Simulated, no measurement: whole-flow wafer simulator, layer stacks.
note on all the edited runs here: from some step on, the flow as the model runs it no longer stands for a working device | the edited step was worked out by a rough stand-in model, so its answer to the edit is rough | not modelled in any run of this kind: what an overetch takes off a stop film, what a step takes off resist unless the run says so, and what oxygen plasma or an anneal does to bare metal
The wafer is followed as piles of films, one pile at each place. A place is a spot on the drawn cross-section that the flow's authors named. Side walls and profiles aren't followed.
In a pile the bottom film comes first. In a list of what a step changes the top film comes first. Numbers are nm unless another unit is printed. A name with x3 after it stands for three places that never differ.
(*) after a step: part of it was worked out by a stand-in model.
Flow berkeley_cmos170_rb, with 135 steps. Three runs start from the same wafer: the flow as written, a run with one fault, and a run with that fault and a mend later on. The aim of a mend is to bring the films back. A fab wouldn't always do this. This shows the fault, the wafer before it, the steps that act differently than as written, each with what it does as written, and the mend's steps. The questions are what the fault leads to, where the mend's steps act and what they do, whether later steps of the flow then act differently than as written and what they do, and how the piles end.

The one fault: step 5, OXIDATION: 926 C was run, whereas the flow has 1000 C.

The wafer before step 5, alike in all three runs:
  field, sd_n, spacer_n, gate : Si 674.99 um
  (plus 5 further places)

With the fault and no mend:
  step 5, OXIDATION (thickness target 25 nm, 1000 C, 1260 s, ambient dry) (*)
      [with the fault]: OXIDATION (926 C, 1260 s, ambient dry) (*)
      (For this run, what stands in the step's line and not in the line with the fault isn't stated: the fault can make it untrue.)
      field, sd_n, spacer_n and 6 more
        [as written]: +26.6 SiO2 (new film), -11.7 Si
        [with the fault]: +12.7 SiO2 (new film), -5.6 Si
  Steps later in the flow that act otherwise than as written:
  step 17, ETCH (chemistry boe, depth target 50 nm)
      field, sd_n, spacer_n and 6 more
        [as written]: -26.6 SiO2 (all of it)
        [with the fault]: -12.7 SiO2 (all of it)
  At the end the piles are close to the flow's at the places that both follow, differing by at most 2% or 0.5 nm, whichever is larger.

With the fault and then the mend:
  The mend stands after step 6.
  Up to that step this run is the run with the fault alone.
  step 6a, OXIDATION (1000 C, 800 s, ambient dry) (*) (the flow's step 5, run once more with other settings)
      field, sd_n, spacer_n and 6 more
        +13.8 SiO2, -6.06 Si
  None of the later steps of the flow differs from how it acts as written, at any place that is followed, by more than 2% or 0.5 nm, whichever is larger.
  The piles end the same as the flow's at every place that both follow.
